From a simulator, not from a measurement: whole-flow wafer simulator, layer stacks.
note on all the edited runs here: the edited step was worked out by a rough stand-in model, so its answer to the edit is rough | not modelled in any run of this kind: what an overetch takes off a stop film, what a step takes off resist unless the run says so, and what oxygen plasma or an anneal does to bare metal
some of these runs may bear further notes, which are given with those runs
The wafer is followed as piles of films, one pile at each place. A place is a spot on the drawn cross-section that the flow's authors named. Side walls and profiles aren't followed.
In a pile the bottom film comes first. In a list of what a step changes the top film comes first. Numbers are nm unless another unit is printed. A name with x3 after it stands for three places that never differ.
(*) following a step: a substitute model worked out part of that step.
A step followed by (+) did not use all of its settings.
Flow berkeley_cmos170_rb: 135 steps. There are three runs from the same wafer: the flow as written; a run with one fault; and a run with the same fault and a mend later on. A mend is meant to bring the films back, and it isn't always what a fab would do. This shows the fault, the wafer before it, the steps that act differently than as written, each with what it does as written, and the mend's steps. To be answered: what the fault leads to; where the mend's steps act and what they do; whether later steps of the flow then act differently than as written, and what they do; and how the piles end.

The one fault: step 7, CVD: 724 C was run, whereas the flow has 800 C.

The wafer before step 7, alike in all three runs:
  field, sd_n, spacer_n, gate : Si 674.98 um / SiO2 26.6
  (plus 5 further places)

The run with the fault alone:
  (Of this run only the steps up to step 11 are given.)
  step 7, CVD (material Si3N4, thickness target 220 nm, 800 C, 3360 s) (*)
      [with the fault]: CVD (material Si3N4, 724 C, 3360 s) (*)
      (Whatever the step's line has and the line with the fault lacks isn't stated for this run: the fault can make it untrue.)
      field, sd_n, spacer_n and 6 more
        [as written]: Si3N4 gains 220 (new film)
        [with the fault]: Si3N4 gains 59.9 (new film)
  Every later step of the flow up to step 11 that is run acts as written at every place that is followed.
  The piles after step 11 differ from the flow's at field, sd_n, spacer_n and 6 more by more than 2% or 0.5 nm, whichever is larger.
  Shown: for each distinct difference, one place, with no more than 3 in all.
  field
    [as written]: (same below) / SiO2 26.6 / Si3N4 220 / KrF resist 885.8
    [with the fault]: (same below) / SiO2 26.6 / Si3N4 59.9 / KrF resist 885.8
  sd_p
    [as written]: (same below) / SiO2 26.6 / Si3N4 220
    [with the fault]: (same below) / SiO2 26.6 / Si3N4 59.9

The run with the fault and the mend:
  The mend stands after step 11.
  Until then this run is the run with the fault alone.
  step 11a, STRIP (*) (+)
      field, sd_n, spacer_n, gate, contact, m1
        KrF resist loses 885.8 (all of it)
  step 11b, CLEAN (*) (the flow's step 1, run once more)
      alters no film at any place that is followed
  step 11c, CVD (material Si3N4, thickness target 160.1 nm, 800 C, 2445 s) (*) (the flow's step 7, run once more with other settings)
      field, sd_n, spacer_n and 6 more
        Si3N4 gains 160.1
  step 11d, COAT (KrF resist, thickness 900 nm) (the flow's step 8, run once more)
      field, sd_n, spacer_n and 6 more
        KrF resist gains 900 (new film)
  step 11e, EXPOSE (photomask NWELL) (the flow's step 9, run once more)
      alters no film at any place that is followed
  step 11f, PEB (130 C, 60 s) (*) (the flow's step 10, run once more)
      alters no film at any place that is followed
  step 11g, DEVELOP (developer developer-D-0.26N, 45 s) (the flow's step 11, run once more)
      field, sd_n, spacer_n, gate, contact, m1
        KrF resist loses 14.2
      sd_p, spacer_p, gate_p
        KrF resist loses 900 (all of it)
  Every later step of the flow that is run acts as written, at every place that is followed, to within 2% or 0.5 nm, whichever is larger.
  By the end, the piles equal the flow's at every place that both follow.
